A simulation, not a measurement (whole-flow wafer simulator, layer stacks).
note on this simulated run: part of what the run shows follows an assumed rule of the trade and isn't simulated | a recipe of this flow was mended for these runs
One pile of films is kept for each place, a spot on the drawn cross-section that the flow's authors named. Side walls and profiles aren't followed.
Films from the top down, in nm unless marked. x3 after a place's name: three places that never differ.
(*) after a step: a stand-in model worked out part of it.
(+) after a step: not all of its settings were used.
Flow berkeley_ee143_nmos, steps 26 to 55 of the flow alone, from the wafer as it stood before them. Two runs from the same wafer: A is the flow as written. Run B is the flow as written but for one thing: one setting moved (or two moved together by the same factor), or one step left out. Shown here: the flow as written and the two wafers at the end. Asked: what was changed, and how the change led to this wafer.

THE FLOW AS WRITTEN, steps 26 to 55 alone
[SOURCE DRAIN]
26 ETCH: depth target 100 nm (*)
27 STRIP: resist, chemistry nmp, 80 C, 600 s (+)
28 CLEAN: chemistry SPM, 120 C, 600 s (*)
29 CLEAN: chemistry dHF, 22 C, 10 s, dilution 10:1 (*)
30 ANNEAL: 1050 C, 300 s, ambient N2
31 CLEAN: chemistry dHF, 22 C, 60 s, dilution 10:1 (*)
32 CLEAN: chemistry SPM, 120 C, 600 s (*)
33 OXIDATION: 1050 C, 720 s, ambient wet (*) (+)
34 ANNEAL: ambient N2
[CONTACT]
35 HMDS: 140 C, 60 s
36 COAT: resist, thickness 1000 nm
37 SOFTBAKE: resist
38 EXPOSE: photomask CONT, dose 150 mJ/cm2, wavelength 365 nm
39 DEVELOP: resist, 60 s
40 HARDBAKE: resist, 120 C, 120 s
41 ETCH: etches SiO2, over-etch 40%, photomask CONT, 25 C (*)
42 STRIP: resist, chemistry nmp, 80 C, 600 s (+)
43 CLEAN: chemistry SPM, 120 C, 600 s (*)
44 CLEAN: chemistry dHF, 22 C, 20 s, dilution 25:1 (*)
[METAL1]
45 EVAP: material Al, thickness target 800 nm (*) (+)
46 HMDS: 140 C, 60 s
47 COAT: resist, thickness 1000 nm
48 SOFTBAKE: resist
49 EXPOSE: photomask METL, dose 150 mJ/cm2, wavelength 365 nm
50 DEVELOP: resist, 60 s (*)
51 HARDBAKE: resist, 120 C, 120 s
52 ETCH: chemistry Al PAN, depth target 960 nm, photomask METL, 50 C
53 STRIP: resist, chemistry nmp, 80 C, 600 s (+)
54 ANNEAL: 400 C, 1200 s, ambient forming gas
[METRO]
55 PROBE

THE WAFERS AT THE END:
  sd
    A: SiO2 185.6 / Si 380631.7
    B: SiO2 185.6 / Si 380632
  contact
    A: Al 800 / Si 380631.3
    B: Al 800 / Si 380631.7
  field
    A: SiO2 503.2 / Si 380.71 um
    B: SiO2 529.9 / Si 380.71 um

The cause: step 26, ETCH: depth target 70 nm was run, where the flow has depth target 100 nm.

How the change led to this, step by step:
  26 ETCH: depth target 100 nm (*)
      sd, contact: A SiO2 -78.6 (all of it) | B SiO2 -70
      field: A SiO2 -100 | B SiO2 -70
  28 CLEAN: chemistry SPM, 120 C, 600 s (*)
      sd, contact: A chemical SiO2 +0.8 (new film), Si -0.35 | B nothing
  29 CLEAN: chemistry dHF, 22 C, 10 s, dilution 10:1 (*)
      sd, contact: A chemical SiO2 -0.8 (all of it) | B SiO2 -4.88
  31 CLEAN: chemistry dHF, 22 C, 60 s, dilution 10:1 (*)
      sd, contact: A nothing | B SiO2 -3.73 (all of it)
  33 OXIDATION: 1050 C, 720 s, ambient wet (*) (+)
      field: A SiO2 +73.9, Si -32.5 | B SiO2 +70.6, Si -31.1
  36 COAT: resist, thickness 1000 nm
      field: A resist +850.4 (new film) | B resist +832.3 (new film)
  40 HARDBAKE: resist, 120 C, 120 s
      field: A resist -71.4 | B resist -69.8
  42 STRIP: resist, chemistry nmp, 80 C, 600 s (+)
      field: A resist -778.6 (all of it) | B resist -762 (all of it)
  47 COAT: resist, thickness 1000 nm
      field: A resist +854.5 (new film) | B resist +837.3 (new film)
  50 DEVELOP: resist, 60 s (*)
      field: A resist -854.5 (all of it), Al -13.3 | B resist -837.3 (all of it), Al -13.3
